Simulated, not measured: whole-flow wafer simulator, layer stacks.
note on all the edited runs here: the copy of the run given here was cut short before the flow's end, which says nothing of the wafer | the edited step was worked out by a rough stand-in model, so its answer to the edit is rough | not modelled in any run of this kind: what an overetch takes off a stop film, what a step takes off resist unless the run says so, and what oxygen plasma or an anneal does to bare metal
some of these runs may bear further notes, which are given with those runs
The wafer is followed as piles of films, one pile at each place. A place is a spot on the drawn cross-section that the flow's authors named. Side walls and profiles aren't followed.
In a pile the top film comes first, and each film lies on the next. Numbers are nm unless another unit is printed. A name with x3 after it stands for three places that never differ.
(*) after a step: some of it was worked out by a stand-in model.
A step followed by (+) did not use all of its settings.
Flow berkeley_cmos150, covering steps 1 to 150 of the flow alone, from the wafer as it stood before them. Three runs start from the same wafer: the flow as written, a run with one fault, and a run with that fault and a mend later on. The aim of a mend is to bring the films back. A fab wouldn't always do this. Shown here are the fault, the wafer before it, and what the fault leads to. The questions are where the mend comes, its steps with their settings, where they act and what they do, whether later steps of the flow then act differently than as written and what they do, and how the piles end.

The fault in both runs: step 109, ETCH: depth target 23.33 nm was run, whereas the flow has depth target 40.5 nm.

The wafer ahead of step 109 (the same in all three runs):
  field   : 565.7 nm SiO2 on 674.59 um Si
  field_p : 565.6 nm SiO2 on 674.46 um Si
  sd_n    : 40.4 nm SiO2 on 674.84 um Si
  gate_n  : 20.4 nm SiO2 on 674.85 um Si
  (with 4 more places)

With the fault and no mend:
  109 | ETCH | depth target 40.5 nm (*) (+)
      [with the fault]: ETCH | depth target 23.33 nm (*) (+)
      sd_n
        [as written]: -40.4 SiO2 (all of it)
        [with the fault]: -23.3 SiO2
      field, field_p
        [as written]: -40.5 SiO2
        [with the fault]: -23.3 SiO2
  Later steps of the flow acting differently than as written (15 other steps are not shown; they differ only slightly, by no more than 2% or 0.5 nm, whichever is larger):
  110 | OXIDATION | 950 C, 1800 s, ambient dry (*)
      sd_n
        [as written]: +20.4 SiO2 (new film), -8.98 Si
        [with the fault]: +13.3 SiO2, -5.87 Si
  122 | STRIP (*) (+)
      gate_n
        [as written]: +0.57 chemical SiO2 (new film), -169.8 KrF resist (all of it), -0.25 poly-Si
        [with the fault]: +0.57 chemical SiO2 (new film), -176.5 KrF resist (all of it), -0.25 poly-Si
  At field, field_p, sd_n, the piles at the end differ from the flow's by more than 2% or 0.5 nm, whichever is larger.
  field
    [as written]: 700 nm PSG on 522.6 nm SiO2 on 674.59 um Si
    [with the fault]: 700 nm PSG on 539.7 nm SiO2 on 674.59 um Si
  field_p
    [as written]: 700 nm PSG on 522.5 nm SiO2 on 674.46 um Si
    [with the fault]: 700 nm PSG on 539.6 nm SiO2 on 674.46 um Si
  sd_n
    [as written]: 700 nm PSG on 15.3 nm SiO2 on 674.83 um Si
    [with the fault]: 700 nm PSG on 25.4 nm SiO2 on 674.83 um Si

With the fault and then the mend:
  The mend stands after step 109.
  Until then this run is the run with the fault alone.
  109a | ETCH | depth target 17.17 nm (the flow's step 109 again, with other settings)
      field, field_p
        -17.2 SiO2
      sd_n
        -17.1 SiO2 (all of it)
  None of the later steps of the flow differs from how it acts as written, at any place that is followed, by more than 2% or 0.5 nm, whichever is larger.
  By the end, the piles equal the flow's at every place that both follow.
